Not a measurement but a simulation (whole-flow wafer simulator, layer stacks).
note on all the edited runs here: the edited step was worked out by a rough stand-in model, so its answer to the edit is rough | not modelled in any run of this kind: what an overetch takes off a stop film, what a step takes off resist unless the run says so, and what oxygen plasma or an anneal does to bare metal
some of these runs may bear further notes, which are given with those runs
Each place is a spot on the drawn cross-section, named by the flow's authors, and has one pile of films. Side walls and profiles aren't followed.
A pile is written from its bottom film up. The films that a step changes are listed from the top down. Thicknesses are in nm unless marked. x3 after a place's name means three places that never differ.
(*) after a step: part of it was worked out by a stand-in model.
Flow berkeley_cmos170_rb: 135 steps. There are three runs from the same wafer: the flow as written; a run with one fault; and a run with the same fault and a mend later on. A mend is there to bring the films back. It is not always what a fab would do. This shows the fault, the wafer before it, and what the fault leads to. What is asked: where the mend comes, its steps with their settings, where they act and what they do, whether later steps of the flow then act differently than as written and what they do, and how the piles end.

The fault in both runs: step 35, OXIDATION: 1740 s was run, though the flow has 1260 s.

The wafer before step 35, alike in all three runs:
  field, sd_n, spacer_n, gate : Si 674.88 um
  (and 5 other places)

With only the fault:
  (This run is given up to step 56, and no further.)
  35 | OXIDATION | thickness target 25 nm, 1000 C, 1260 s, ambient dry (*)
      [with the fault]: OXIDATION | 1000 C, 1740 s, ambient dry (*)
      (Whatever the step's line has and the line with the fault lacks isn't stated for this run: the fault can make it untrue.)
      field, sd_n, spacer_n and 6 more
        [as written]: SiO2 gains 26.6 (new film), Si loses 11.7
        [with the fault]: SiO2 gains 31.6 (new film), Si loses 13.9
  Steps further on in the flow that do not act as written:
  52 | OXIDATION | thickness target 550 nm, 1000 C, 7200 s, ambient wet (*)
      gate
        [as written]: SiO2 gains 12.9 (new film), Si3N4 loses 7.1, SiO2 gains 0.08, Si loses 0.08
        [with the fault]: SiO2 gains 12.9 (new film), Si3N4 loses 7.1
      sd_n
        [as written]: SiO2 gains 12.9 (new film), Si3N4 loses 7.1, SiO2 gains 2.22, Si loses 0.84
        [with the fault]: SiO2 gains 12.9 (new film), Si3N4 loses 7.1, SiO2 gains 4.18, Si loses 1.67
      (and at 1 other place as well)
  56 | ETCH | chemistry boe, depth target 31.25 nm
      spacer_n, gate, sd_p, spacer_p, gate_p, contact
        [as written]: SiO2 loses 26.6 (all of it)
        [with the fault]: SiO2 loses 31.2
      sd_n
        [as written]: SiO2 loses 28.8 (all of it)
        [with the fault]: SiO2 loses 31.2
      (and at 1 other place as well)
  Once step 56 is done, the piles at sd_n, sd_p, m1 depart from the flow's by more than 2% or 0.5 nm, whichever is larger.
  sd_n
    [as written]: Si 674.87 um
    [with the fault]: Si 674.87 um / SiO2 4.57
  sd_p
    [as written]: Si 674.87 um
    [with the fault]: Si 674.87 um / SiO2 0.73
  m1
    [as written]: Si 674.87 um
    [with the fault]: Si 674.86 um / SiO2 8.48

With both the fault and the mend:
  After step 36 comes the mend.
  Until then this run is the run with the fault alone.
  36a | WET ETCH | chemistry hf, depth target 5.086 nm
      field, sd_n, spacer_n and 6 more
        SiO2 loses 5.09
  None of the later steps of the flow differs from how it acts as written, at any place that is followed, by more than 2% or 0.5 nm, whichever is larger.
  At the end the piles are close to the flow's at the places that both follow, differing by at most 2% or 0.5 nm, whichever is larger.
